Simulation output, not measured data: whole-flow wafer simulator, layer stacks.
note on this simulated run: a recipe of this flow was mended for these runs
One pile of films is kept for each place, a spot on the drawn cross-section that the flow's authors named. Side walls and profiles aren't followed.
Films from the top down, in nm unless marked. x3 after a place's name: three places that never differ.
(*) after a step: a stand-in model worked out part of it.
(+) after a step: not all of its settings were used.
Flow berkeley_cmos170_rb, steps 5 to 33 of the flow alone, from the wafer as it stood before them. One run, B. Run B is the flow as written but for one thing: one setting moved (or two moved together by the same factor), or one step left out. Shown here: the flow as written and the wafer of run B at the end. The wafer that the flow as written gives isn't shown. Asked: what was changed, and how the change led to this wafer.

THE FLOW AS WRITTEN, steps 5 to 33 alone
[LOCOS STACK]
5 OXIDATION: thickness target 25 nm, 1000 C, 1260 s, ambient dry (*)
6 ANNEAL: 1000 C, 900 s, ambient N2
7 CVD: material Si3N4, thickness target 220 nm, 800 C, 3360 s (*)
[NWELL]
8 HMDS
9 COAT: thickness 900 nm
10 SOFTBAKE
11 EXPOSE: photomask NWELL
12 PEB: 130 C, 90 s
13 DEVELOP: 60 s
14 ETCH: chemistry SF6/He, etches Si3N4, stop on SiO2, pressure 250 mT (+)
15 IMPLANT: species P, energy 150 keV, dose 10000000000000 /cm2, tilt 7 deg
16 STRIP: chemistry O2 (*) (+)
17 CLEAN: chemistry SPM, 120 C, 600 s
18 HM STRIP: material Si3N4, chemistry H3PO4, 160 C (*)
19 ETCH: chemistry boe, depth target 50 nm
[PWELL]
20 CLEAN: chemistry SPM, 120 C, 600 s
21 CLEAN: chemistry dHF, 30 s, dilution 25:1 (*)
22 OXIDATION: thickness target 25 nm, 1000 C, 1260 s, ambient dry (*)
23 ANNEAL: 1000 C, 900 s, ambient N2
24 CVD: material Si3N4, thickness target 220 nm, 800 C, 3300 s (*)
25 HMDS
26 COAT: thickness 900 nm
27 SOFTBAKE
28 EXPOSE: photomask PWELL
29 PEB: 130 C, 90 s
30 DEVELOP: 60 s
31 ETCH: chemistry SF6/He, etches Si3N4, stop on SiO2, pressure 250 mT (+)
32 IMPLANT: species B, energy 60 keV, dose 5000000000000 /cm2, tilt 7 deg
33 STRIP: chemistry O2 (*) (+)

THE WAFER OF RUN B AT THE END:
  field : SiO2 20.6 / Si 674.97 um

The cause: step 19, ETCH: depth target 10 nm was run, where the flow has depth target 50 nm.

How the change led to this, step by step:
  19 ETCH: chemistry boe, depth target 50 nm
      field, sd_n, spacer_n, gate, contact, m1: SiO2 -10 (as written it would be: SiO2 -23.1 (all of it))
  20 CLEAN: chemistry SPM, 120 C, 600 s
      field, sd_n, spacer_n, gate, contact, m1: nothing (as written it would be: chemical SiO2 +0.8 (new film), Si -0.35)
  21 CLEAN: chemistry dHF, 30 s, dilution 25:1 (*)
      field, sd_n, spacer_n, gate, contact, m1: SiO2 -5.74 (as written it would be: chemical SiO2 -0.8 (all of it))
  22 OXIDATION: thickness target 25 nm, 1000 C, 1260 s, ambient dry (*)
      field, sd_n, spacer_n, gate, contact, m1: SiO2 +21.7, Si -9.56 (as written it would be: SiO2 +26.6 (new film), Si -11.7)
